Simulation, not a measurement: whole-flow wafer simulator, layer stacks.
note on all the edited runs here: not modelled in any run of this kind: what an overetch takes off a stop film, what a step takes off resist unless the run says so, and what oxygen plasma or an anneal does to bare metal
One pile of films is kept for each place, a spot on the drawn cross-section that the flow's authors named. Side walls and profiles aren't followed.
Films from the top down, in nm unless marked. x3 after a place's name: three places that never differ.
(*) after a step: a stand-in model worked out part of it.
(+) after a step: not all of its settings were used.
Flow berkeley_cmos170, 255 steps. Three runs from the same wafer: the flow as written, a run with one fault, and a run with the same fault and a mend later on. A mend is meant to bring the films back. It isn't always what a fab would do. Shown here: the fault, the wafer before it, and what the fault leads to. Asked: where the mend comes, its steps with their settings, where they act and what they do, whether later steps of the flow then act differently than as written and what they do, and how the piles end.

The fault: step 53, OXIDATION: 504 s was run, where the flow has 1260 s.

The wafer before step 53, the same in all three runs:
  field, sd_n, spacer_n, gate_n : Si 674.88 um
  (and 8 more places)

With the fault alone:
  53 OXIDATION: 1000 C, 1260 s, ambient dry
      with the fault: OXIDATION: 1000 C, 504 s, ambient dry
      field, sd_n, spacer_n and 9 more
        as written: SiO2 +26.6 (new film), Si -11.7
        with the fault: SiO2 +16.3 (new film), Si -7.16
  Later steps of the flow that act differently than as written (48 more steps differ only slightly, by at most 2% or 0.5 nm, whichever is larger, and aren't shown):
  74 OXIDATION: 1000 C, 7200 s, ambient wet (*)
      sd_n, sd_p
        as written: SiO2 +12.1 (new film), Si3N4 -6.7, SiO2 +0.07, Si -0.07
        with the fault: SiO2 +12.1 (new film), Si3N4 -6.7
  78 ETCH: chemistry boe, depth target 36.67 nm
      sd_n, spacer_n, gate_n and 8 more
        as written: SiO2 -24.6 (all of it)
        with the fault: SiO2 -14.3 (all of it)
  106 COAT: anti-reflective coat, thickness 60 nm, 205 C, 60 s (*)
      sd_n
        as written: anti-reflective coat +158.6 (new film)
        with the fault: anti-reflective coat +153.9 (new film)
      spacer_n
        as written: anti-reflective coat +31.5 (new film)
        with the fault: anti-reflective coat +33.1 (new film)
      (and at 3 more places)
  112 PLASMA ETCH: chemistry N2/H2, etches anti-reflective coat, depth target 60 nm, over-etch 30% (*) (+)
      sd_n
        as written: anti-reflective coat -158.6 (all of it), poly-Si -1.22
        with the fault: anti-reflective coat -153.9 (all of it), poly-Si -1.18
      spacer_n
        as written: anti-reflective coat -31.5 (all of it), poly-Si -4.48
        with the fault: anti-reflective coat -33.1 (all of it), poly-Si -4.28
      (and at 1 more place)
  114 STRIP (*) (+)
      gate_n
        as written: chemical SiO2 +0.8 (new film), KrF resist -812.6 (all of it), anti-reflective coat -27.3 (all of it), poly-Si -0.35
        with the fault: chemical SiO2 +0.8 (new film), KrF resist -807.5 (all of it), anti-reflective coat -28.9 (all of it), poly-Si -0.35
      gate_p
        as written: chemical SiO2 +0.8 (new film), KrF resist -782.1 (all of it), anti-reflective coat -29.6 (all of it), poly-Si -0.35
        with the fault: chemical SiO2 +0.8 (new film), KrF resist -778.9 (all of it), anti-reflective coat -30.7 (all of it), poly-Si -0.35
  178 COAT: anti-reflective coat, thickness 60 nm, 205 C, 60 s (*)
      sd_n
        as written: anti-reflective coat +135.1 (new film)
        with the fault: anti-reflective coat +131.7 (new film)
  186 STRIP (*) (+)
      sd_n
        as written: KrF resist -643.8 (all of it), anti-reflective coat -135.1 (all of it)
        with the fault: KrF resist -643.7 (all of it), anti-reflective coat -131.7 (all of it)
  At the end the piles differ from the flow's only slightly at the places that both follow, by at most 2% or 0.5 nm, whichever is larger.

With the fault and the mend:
  The mend comes after step 53.
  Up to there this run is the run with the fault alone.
  53a OXIDATION: 1000 C, 756 s, ambient dry (the flow's step 53 once more, with other settings)
      field, sd_n, spacer_n and 9 more
        SiO2 +10.3, Si -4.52
  No later step of the flow acts differently than as written at any place that is followed.
  At the end the piles are the same as the flow's at every place that both follow.
